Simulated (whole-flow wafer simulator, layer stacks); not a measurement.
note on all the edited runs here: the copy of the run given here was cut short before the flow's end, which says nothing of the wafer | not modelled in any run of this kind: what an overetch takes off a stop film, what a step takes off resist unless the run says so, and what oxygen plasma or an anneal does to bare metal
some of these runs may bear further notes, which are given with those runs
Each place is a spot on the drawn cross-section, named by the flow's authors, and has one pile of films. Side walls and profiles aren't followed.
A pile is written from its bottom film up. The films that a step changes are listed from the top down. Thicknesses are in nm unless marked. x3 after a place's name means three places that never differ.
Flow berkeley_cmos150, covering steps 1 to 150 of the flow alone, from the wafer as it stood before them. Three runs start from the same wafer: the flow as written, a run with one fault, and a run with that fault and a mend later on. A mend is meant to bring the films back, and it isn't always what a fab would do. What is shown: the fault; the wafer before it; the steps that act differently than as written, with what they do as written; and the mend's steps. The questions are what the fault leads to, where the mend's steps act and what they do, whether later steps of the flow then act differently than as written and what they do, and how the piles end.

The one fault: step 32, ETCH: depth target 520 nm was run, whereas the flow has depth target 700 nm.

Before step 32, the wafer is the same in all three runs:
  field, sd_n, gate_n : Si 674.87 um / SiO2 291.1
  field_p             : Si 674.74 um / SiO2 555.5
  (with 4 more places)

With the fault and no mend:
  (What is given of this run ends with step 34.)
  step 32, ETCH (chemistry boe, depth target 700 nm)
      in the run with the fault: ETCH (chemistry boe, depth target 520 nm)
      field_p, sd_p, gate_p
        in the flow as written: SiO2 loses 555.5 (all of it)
        in the run with the fault: SiO2 loses 520
  Later steps of the flow acting differently than as written:
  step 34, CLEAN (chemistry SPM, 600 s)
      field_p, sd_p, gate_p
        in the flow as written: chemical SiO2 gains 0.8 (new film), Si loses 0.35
        in the run with the fault: nothing
  The piles after step 34 differ from the flow's at field_p, sd_p, gate_p by more than 2% or 0.5 nm, whichever is larger.
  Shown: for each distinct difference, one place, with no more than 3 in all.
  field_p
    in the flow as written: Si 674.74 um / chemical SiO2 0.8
    in the run with the fault: Si 674.74 um / SiO2 35.5

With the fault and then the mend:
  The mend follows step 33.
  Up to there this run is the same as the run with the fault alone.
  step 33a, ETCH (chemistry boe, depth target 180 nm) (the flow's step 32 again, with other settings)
      field_p, sd_p, gate_p
        SiO2 loses 35.5 (all of it)
  Later steps of the flow that are run all act as written at every place that is followed.
  At every place that both follow, the piles at the end match the flow's.
